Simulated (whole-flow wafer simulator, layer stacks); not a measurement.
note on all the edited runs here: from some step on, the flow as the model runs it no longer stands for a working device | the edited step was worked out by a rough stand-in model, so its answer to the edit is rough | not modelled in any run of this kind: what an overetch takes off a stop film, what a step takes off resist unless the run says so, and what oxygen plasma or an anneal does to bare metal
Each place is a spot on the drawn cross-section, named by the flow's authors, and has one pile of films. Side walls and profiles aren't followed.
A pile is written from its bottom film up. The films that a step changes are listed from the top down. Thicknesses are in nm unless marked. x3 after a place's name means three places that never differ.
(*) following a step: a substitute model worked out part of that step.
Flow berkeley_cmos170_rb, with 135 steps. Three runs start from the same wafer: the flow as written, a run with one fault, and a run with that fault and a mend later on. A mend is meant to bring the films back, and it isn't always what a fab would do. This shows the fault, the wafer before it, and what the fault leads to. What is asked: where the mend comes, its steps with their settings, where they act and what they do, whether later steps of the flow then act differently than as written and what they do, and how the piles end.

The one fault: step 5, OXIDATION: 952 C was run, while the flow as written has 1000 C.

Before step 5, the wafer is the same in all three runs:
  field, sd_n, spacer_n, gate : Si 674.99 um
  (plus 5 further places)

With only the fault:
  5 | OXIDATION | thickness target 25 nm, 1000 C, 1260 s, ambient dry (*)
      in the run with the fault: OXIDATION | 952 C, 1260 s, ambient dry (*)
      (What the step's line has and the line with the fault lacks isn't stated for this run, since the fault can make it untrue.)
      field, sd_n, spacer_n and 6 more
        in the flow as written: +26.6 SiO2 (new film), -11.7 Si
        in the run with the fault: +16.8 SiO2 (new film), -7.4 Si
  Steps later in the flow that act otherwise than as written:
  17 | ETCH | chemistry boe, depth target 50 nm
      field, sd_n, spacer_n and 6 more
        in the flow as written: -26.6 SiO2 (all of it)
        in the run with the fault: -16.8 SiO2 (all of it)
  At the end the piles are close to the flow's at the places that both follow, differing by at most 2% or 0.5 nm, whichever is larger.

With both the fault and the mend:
  The mend follows step 6.
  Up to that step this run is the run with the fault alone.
  6a | OXIDATION | 1000 C, 601 s, ambient dry (*) (the flow's step 5 again, with other settings)
      field, sd_n, spacer_n and 6 more
        +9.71 SiO2, -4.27 Si
  None of the later steps of the flow differs from how it acts as written, at any place that is followed, by more than 2% or 0.5 nm, whichever is larger.
  The piles end the same as the flow's at every place that both follow.
